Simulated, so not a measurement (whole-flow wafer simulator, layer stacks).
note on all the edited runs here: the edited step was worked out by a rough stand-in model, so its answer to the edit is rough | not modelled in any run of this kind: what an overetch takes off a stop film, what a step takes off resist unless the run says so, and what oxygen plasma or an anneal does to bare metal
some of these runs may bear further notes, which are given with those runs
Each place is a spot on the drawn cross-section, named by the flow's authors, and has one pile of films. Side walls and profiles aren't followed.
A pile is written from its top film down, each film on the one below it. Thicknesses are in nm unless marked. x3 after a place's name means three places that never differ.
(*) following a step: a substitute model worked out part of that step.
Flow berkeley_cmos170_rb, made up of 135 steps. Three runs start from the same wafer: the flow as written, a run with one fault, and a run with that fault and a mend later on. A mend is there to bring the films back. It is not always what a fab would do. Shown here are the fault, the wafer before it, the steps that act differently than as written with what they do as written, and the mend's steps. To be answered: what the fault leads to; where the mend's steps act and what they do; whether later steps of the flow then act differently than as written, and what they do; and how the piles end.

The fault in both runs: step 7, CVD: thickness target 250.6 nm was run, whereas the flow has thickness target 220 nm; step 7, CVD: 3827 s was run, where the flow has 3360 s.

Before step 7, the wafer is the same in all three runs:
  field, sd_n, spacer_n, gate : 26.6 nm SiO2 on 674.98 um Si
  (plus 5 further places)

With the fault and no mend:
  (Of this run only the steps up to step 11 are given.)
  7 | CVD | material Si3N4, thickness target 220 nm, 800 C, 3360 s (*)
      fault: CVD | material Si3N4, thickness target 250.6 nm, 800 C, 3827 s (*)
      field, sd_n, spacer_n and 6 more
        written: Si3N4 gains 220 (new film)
        fault: Si3N4 gains 250.6 (new film)
  Later steps of the flow up to step 11 that are run all act as written at every place that is followed.
  Once step 11 is done, the piles at field, sd_n, spacer_n and 6 more depart from the flow's by more than 2% or 0.5 nm, whichever is larger.
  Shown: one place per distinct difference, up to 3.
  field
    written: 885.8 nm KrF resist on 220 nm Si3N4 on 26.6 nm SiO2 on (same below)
    fault: 885.8 nm KrF resist on 250.6 nm Si3N4 on 26.6 nm SiO2 on (same below)
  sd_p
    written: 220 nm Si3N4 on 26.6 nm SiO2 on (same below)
    fault: 250.6 nm Si3N4 on 26.6 nm SiO2 on (same below)

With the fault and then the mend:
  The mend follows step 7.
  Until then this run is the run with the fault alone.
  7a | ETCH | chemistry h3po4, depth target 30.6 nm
      field, sd_n, spacer_n and 6 more
        Si3N4 loses 30.6
  Later steps of the flow that are run all act as written at every place that is followed.
  At every place that both follow, the piles at the end match the flow's.
